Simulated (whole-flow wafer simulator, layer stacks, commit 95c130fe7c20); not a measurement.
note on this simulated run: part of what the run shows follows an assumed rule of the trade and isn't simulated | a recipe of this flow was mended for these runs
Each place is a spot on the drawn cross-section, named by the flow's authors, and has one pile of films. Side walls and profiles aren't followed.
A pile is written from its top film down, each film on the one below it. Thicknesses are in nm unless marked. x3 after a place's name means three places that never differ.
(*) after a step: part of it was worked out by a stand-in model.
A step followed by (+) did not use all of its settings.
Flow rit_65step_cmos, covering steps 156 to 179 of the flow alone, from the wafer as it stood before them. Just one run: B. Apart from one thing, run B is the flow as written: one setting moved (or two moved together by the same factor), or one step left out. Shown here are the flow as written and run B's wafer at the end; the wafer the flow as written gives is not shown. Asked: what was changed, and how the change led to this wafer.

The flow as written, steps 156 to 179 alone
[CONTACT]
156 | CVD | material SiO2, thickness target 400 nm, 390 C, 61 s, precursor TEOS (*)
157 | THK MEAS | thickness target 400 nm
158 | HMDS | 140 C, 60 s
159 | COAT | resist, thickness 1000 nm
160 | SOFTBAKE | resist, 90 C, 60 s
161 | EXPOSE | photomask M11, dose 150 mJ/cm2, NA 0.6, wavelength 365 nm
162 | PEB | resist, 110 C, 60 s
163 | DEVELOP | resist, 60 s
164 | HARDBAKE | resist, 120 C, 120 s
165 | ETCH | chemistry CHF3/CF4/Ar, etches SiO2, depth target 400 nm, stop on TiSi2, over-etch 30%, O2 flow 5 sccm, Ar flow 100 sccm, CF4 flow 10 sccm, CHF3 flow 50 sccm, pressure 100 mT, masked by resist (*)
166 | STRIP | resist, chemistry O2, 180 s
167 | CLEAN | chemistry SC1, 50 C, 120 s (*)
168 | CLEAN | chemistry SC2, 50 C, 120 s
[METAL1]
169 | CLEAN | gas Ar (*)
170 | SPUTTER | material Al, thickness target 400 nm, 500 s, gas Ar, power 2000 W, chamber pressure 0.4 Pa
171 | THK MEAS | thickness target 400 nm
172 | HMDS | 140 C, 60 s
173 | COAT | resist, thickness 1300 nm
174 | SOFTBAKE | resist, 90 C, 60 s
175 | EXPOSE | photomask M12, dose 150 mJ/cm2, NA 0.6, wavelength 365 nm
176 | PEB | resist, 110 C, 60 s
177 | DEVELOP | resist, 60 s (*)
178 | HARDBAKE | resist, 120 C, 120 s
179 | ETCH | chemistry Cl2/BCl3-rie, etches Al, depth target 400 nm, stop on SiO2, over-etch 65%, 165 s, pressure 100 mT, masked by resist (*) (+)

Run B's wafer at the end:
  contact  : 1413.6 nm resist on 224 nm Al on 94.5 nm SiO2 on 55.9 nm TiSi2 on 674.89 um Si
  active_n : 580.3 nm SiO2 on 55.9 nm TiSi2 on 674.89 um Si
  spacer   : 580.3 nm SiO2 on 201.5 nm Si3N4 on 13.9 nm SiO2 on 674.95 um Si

The reason: step 156, CVD: thickness target 620 nm was run, though the flow has thickness target 400 nm; step 156, CVD: 95 s was run, where the flow has 61 s.

Step by step, how the change led to this:
  156 | CVD | material SiO2, thickness target 400 nm, 390 C, 61 s, precursor TEOS (*)
      active_n, active_p, gate_n and 7 more: +620 SiO2 (new film) (it would be, as written: +400 SiO2 (new film))
      field, field_pw, field_nw, field_p: +620 SiO2 (it would be, as written: +400 SiO2)
  165 | ETCH | chemistry CHF3/CF4/Ar, etches SiO2, depth target 400 nm, stop on TiSi2, over-etch 30%, O2 flow 5 sccm, Ar flow 100 sccm, CF4 flow 10 sccm, CHF3 flow 50 sccm, pressure 100 mT, masked by resist (*)
      contact: -520 SiO2 (it would be, as written: -400 SiO2 (all of it), -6 TiSi2)
  169 | CLEAN | gas Ar (*)
      contact: -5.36 SiO2 (it would be, as written: -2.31 TiSi2)
  170 | SPUTTER | material Al, thickness target 400 nm, 500 s, gas Ar, power 2000 W, chamber pressure 0.4 Pa
      contact: +224 Al (new film) (it would be, as written: +255.4 Al (new film))
  173 | COAT | resist, thickness 1300 nm
      contact: +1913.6 resist (new film) (it would be, as written: +1785.1 resist (new film))
  176 | PEB | resist, 110 C, 60 s
      contact: -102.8 resist (it would be, as written: -95.5 resist)
  178 | HARDBAKE | resist, 120 C, 120 s
      contact: -67.2 resist (it would be, as written: -62.1 resist)
